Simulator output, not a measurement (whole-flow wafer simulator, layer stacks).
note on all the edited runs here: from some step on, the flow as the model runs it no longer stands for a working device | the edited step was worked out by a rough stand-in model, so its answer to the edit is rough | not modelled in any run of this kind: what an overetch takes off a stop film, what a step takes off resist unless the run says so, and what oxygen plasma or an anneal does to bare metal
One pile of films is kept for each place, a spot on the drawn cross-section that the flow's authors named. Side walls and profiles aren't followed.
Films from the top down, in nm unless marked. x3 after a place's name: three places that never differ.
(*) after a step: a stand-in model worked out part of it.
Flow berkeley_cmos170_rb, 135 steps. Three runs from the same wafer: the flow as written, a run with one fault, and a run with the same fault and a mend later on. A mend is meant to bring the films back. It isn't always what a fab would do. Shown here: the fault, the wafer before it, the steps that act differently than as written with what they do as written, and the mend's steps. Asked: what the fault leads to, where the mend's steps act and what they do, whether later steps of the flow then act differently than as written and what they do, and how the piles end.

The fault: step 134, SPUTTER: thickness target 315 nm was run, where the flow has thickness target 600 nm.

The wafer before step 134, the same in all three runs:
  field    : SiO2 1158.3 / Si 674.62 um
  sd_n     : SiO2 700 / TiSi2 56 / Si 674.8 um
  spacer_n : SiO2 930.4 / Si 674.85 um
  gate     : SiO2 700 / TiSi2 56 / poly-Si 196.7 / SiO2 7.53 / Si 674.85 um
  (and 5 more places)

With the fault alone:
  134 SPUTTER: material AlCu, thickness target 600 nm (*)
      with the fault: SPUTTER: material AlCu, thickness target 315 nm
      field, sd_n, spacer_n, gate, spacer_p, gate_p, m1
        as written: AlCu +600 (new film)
        with the fault: AlCu +315 (new film)
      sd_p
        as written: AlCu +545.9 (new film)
        with the fault: AlCu +280.9 (new film)
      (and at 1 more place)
  No later step of the flow acts differently than as written at any place that is followed.
  At the end the piles differ from the flow's by more than 2% or 0.5 nm, whichever is larger, at field, sd_n, spacer_n and 6 more.
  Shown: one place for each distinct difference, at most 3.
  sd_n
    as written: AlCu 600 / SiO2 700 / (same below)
    with the fault: AlCu 315 / SiO2 700 / (same below)
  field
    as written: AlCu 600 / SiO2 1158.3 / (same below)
    with the fault: AlCu 315 / SiO2 1158.3 / (same below)
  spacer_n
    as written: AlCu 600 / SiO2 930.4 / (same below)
    with the fault: AlCu 315 / SiO2 930.4 / (same below)

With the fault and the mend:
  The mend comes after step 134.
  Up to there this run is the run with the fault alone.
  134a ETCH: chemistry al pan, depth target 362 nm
      field, sd_n, spacer_n, gate, spacer_p, gate_p, m1
        AlCu -315 (all of it)
      sd_p
        AlCu -280.9 (all of it)
      contact
        AlCu -222.4 (all of it)
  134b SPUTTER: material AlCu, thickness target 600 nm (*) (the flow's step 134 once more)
      field, sd_n, spacer_n, gate, spacer_p, gate_p, m1
        AlCu +600 (new film)
      sd_p
        AlCu +545.9 (new film)
      contact
        AlCu +415.1 (new film)
  No later step of the flow acts differently than as written at any place that is followed.
  At the end the piles are the same as the flow's at every place that both follow.
